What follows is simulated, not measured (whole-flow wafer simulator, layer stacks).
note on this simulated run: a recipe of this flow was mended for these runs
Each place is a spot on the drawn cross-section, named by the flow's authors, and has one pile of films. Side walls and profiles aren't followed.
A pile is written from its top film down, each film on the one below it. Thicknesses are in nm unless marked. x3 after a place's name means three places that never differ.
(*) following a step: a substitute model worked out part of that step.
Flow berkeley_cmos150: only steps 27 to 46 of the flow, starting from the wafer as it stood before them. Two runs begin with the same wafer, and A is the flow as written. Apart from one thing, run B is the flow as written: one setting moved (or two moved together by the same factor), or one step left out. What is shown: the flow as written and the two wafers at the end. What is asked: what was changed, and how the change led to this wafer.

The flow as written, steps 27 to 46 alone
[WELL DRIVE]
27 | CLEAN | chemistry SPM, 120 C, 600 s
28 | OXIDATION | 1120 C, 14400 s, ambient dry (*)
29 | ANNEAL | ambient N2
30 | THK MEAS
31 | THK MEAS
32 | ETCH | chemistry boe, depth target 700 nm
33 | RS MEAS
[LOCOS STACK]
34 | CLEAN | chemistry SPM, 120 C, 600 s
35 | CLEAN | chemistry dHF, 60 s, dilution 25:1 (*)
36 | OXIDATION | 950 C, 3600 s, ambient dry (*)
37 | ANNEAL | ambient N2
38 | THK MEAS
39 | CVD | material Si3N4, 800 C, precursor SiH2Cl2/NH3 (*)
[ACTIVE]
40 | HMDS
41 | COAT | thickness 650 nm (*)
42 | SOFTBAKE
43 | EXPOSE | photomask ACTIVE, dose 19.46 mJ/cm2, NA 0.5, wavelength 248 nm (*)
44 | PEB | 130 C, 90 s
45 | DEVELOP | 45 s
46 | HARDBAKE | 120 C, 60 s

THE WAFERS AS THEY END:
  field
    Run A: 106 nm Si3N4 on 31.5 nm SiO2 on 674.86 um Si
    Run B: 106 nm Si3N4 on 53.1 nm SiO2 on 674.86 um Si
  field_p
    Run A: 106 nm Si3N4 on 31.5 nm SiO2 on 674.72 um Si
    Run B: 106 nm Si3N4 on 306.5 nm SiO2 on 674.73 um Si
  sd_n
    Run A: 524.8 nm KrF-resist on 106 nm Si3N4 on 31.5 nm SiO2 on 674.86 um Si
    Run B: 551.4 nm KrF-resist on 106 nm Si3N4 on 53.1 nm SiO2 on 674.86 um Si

The reason: step 32, ETCH: depth target 245 nm was run, though the flow has depth target 700 nm.

Step by step, how the change led to this:
  32 | ETCH | chemistry boe, depth target 700 nm
      field, sd_n, gate_n, contact, m1: A -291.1 SiO2 (all of it) | B -245 SiO2
      field_p, sd_p, gate_p: A -555.5 SiO2 (all of it) | B -245 SiO2
  34 | CLEAN | chemistry SPM, 120 C, 600 s
      field, field_p, sd_n, gate_n, sd_p, gate_p, contact, m1: A +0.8 chemical SiO2 (new film), -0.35 Si | B nothing
  35 | CLEAN | chemistry dHF, 60 s, dilution 25:1 (*)
      field, field_p, sd_n, gate_n, sd_p, gate_p, contact, m1: A -0.8 chemical SiO2 (all of it) | B -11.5 SiO2
  36 | OXIDATION | 950 C, 3600 s, ambient dry (*)
      field, sd_n, gate_n, contact, m1: A +31.5 SiO2 (new film), -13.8 Si | B +18.5 SiO2, -8.14 Si
      field_p, sd_p, gate_p: A +31.5 SiO2 (new film), -13.8 Si | B +7.52 SiO2, -3.31 Si
  41 | COAT | thickness 650 nm (*)
      field: A +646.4 KrF-resist (new film) | B +681.2 KrF-resist (new film)
      field_p: A +715.2 KrF-resist (new film) | B +590.2 KrF-resist (new film)
      (and at 4 other places as well)
  45 | DEVELOP | 45 s
      field: A -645 KrF-resist (all of it) | B -679.7 KrF-resist (all of it)
      field_p: A -713.6 KrF-resist (all of it) | B -589 KrF-resist (all of it)
  46 | HARDBAKE | 120 C, 60 s
      sd_n: A -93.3 KrF-resist | B -98 KrF-resist
      sd_p: A -102.4 KrF-resist | B -89.6 KrF-resist
      (and at 2 other places as well)
